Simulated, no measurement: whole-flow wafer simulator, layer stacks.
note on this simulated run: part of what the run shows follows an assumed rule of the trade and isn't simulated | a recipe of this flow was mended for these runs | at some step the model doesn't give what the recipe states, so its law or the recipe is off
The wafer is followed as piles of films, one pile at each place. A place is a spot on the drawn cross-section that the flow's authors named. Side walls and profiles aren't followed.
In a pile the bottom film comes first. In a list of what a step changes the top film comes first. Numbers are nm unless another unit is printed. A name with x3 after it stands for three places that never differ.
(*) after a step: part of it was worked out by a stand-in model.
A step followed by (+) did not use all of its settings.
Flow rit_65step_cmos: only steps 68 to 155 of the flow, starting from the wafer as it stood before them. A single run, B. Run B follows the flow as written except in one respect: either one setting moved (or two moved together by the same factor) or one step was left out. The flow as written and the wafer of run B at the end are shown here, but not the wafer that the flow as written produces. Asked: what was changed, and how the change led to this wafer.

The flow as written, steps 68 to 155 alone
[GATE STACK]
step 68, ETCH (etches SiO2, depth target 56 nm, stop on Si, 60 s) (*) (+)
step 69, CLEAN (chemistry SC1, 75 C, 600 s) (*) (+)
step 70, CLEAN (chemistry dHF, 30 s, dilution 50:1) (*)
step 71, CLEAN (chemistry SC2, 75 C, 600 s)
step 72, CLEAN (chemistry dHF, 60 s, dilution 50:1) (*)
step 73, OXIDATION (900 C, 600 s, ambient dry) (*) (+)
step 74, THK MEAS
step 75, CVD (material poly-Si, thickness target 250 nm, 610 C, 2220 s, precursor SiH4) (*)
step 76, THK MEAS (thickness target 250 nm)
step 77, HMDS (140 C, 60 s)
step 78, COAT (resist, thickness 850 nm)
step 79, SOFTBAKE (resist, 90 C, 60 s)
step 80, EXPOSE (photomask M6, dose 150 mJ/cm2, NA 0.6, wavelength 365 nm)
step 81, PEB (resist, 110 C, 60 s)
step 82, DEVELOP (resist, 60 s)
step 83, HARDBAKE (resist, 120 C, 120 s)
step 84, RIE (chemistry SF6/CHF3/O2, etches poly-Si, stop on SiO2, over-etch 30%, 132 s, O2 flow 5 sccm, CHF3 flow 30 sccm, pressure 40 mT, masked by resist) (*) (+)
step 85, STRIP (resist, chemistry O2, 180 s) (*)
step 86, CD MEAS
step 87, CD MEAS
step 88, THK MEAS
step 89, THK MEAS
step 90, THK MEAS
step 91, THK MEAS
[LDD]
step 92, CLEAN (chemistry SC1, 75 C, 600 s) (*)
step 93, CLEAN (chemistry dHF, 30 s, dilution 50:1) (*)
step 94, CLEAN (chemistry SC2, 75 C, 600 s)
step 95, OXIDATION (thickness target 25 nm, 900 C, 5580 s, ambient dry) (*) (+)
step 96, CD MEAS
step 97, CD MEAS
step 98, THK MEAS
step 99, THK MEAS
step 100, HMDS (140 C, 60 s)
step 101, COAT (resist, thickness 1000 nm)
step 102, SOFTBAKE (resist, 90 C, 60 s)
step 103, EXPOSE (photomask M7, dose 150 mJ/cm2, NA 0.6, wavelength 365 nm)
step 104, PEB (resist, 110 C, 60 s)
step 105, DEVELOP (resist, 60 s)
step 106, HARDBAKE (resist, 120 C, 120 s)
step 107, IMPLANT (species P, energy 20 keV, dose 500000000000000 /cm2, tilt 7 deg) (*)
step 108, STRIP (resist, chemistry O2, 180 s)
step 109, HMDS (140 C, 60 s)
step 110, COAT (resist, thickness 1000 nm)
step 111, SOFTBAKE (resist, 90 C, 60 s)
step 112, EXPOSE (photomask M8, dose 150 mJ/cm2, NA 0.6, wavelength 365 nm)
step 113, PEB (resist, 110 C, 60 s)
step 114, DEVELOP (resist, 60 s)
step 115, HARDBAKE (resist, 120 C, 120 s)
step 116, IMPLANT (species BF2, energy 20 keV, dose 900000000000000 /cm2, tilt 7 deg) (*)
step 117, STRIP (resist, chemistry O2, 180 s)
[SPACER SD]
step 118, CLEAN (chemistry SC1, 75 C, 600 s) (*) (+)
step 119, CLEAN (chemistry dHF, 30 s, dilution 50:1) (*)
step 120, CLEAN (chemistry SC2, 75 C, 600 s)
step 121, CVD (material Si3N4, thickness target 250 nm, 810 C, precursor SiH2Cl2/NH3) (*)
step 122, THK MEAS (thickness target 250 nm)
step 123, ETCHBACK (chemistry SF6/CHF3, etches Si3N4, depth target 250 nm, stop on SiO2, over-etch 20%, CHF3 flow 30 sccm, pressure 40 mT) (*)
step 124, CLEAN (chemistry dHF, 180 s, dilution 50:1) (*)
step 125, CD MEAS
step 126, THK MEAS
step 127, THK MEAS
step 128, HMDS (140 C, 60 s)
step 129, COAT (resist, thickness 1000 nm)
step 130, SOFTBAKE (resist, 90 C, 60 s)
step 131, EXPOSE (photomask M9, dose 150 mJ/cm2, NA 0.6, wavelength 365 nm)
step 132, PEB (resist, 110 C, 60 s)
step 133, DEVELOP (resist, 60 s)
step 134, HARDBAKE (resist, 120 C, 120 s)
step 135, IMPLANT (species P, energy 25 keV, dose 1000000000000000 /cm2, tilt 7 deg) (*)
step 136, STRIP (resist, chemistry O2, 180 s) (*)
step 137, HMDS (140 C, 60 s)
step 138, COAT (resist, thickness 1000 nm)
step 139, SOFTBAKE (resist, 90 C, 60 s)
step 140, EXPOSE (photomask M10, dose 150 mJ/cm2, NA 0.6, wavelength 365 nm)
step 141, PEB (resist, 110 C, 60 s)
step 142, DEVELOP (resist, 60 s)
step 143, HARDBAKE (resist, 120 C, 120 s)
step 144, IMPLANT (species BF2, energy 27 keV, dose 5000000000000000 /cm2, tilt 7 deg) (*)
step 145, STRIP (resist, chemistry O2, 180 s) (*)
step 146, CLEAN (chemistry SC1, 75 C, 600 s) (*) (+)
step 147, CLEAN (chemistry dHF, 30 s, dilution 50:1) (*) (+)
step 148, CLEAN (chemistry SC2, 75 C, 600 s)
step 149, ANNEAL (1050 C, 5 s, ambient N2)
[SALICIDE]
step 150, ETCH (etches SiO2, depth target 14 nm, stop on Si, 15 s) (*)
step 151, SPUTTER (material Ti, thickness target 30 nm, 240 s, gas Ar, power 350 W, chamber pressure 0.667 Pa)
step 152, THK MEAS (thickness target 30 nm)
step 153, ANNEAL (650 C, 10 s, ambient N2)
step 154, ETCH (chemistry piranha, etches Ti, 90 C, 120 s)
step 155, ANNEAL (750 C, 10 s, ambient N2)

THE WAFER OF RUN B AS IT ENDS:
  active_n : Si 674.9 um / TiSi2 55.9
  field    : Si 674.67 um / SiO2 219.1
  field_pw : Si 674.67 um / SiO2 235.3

Cause: step 68, ETCH: depth target 31 nm was run, though the flow has depth target 56 nm; step 68, ETCH: 33 s was run, where the flow has 60 s.

Step by step, how the change led to this:
  step 68, ETCH (etches SiO2, depth target 56 nm, stop on Si, 60 s) (*) (+)
      active_n, active_p, gate_n and 7 more: SiO2 loses 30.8 (it would be, as written: SiO2 loses 45.4 (all of it), Si loses 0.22)
      field, field_pw, field_nw, field_p: SiO2 loses 30.8 (it would be, as written: SiO2 loses 56)
  step 69, CLEAN (chemistry SC1, 75 C, 600 s) (*) (+)
      gate_n, gate_p, spacer, spacer_p, sd_n, sd_p, contact, m1: SiO2 loses 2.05 (it would be, as written: chemical SiO2 gains 0.6 (new film), Si loses 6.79)
      active_n, active_p: SiO2 loses 2.05 (it would be, as written: chemical SiO2 gains 0.6 (new film), Si loses 6.8)
  step 70, CLEAN (chemistry dHF, 30 s, dilution 50:1) (*)
      active_n, gate_n, spacer, sd_n, contact, m1: SiO2 loses 3.25 (it would be, as written: chemical SiO2 loses 0.6 (all of it))
      active_p, gate_p, spacer_p, sd_p: SiO2 loses 5.67 (it would be, as written: chemical SiO2 loses 0.6 (all of it))
  step 72, CLEAN (chemistry dHF, 60 s, dilution 50:1) (*)
      active_n, gate_n, spacer, sd_n, contact, m1: SiO2 loses 6.52 (it would be, as written: chemical SiO2 loses 0.4 (all of it))
      gate_p, spacer_p, sd_p: SiO2 loses 6.91 (all of it) (it would be, as written: chemical SiO2 loses 0.4 (all of it))
      (as well as at 1 more place)
  step 73, OXIDATION (900 C, 600 s, ambient dry) (*) (+)
      active_n, gate_n, spacer, sd_n, contact, m1: SiO2 gains 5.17, Si loses 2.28 (it would be, as written: SiO2 gains 7.17 (new film), Si loses 3.16)
  step 93, CLEAN (chemistry dHF, 30 s, dilution 50:1) (*)
      active_n, spacer, sd_n, contact, m1: SiO2 loses 2.78 (it would be, as written: SiO2 loses 2.36 (all of it))
  step 95, OXIDATION (thickness target 25 nm, 900 C, 5580 s, ambient dry) (*) (+)
      spacer, sd_n, contact, m1: SiO2 gains 26, Si loses 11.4 (it would be, as written: SiO2 gains 26.5 (new film), chemical SiO2 loses 0.4 (all of it), Si loses 11.5)
      active_n: SiO2 gains 26.1, Si loses 11.5 (it would be, as written: SiO2 gains 26.5 (new film), chemical SiO2 loses 0.4 (all of it), Si loses 11.5)
